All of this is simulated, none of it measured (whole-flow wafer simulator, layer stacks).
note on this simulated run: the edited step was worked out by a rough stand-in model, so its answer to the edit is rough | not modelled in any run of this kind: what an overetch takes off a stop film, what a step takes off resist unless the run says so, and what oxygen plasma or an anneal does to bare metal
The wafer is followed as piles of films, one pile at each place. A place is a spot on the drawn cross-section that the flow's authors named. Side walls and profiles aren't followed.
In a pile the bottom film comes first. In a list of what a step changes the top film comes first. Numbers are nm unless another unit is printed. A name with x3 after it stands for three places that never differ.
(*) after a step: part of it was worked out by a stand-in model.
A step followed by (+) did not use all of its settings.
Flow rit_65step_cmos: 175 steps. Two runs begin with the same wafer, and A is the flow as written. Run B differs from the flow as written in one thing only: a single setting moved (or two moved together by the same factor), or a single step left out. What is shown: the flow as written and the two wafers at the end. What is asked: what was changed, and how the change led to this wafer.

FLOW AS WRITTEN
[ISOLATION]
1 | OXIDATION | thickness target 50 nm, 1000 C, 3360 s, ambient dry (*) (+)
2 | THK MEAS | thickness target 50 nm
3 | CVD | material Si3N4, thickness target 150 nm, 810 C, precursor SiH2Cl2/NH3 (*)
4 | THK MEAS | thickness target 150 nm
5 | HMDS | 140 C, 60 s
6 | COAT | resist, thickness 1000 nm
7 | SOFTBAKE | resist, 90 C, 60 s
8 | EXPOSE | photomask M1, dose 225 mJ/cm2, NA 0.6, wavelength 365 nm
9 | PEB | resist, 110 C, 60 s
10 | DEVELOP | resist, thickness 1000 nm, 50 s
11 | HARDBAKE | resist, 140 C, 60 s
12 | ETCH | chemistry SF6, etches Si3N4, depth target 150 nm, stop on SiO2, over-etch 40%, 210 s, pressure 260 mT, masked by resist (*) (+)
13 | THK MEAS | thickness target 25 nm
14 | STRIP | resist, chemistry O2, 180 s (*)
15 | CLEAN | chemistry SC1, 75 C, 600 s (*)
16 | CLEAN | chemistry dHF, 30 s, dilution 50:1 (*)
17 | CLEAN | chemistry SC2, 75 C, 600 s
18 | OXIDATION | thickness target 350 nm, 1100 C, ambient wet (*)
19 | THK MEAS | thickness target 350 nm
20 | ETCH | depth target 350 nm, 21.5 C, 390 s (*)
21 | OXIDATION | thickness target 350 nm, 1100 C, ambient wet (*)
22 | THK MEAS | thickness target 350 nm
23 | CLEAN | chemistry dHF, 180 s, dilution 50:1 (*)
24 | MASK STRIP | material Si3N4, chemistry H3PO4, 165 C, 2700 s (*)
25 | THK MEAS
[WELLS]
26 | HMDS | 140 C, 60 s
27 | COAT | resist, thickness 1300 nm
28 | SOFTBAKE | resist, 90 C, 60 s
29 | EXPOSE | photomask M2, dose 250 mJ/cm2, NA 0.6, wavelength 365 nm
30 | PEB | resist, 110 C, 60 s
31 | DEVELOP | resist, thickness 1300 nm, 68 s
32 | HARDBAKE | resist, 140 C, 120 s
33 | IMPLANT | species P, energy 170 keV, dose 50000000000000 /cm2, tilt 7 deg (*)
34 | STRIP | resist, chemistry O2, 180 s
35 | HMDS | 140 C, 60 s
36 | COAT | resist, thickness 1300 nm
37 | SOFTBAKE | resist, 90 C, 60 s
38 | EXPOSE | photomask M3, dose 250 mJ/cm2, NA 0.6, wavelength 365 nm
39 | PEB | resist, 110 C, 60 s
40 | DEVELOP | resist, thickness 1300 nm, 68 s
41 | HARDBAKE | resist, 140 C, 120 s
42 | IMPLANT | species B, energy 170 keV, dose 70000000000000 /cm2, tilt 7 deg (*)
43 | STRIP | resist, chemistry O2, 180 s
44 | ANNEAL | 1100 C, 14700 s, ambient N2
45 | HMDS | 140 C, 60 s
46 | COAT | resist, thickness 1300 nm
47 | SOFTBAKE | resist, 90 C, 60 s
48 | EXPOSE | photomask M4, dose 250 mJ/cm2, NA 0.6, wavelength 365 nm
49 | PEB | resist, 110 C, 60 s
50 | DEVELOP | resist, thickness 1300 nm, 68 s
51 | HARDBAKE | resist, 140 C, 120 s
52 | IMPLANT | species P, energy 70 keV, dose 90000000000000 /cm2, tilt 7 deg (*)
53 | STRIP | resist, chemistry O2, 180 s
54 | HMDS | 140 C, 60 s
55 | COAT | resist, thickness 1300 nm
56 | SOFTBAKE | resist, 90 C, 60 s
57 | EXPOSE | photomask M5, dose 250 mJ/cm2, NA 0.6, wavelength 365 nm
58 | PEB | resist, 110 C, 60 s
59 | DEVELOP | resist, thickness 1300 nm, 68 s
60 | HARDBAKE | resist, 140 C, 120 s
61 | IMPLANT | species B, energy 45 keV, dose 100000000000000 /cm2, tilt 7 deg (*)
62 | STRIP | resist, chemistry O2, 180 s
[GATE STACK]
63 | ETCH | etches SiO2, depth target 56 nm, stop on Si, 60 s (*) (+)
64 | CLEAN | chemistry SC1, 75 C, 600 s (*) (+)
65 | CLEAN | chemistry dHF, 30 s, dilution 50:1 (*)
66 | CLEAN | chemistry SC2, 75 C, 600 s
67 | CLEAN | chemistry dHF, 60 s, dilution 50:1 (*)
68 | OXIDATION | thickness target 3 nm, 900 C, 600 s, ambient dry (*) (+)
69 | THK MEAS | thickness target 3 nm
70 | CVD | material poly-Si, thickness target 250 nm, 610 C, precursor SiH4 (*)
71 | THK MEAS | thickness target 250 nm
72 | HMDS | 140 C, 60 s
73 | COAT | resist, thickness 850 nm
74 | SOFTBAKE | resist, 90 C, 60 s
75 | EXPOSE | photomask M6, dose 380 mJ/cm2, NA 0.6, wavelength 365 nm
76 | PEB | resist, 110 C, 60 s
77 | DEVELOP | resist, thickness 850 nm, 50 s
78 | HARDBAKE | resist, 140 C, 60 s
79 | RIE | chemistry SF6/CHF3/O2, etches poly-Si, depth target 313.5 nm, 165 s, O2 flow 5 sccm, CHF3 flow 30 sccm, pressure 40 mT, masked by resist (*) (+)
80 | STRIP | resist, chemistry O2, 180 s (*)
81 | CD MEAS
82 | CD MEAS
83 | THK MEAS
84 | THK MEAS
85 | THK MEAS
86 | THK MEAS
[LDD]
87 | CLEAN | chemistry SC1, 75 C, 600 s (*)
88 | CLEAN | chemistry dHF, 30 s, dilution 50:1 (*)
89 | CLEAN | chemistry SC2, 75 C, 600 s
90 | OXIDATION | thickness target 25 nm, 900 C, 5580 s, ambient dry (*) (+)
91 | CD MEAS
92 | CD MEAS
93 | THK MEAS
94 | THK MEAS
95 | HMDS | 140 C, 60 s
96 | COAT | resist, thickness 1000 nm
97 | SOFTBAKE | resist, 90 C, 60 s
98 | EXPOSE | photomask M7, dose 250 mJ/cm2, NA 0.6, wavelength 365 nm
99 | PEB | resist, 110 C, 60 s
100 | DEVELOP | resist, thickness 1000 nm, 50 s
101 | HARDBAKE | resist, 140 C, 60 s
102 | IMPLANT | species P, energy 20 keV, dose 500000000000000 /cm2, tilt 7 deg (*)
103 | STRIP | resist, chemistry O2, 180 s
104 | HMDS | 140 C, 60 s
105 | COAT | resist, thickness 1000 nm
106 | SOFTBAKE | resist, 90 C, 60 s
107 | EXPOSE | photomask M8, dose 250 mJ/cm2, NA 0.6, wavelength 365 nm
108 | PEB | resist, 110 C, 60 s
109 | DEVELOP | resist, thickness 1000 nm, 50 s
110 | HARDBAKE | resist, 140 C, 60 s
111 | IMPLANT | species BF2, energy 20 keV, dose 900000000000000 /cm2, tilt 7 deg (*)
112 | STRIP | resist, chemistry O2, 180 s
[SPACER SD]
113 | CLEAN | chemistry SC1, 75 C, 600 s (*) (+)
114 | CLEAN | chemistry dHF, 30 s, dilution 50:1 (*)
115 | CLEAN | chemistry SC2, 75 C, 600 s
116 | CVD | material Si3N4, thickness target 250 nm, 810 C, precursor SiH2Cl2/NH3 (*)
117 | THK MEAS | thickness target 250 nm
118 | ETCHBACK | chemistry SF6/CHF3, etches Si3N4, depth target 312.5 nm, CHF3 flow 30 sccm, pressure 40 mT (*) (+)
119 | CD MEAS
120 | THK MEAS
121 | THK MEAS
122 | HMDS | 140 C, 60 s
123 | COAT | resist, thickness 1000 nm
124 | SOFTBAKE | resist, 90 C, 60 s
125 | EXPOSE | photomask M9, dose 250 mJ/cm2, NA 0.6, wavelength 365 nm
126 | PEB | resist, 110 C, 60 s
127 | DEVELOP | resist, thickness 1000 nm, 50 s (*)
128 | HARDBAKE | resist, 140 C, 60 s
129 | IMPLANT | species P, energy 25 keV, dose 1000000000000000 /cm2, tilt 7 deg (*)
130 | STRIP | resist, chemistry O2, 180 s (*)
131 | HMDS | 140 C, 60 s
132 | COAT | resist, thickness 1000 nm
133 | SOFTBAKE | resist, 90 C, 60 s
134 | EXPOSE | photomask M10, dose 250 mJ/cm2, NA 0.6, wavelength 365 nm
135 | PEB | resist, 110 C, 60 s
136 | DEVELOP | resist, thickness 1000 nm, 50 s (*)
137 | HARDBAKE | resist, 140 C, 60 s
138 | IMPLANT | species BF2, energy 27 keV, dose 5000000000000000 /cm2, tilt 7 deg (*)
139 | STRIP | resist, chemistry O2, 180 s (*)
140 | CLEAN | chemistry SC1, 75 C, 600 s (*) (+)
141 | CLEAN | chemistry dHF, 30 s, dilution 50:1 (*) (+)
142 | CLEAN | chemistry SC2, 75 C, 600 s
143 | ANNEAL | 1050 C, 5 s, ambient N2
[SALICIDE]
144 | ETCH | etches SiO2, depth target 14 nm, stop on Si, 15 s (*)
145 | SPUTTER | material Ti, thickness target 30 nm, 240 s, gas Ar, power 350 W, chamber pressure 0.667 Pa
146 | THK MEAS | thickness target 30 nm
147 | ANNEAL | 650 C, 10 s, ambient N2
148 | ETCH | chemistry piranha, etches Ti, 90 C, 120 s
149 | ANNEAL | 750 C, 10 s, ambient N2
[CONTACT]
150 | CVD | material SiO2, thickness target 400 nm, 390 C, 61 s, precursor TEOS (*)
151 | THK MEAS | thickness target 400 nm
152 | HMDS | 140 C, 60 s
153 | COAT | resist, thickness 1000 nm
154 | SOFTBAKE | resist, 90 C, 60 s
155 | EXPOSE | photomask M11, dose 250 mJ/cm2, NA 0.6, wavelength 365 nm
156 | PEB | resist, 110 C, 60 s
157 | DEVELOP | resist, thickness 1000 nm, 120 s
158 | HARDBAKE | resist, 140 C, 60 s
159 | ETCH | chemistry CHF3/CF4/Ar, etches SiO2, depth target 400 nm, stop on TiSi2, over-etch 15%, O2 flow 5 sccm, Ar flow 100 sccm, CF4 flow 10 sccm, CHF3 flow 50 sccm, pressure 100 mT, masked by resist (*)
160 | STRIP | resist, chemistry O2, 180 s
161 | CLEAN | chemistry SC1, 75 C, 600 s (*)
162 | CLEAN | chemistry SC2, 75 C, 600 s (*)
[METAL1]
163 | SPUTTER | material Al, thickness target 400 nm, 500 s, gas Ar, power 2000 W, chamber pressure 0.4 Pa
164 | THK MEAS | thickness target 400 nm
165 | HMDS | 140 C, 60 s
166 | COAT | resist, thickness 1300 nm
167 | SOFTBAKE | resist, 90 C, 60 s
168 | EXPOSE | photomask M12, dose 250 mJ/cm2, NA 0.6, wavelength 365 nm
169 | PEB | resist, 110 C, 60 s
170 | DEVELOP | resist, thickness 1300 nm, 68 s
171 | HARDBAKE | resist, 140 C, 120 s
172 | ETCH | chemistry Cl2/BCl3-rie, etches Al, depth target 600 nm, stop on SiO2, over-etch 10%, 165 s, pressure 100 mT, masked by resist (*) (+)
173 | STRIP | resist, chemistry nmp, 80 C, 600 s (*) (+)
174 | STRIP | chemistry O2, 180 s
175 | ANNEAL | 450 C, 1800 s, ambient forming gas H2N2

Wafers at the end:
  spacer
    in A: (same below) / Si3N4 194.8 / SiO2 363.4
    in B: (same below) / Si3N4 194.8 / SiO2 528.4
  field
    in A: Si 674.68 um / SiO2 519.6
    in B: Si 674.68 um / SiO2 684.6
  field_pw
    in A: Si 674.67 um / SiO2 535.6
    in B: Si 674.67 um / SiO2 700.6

Cause: step 150, CVD: thickness target 565 nm was run, though the flow has thickness target 400 nm; step 150, CVD: 86 s was run, where the flow has 61 s.

How this came from the change, step by step:
  150 | CVD | material SiO2, thickness target 400 nm, 390 C, 61 s, precursor TEOS (*)
      field, field_pw, field_nw, field_p: A +400 SiO2 | B +565 SiO2
      spacer, spacer_p: A +400 SiO2 (new film) | B +565 SiO2 (new film)
      (as well as at 2 more places)
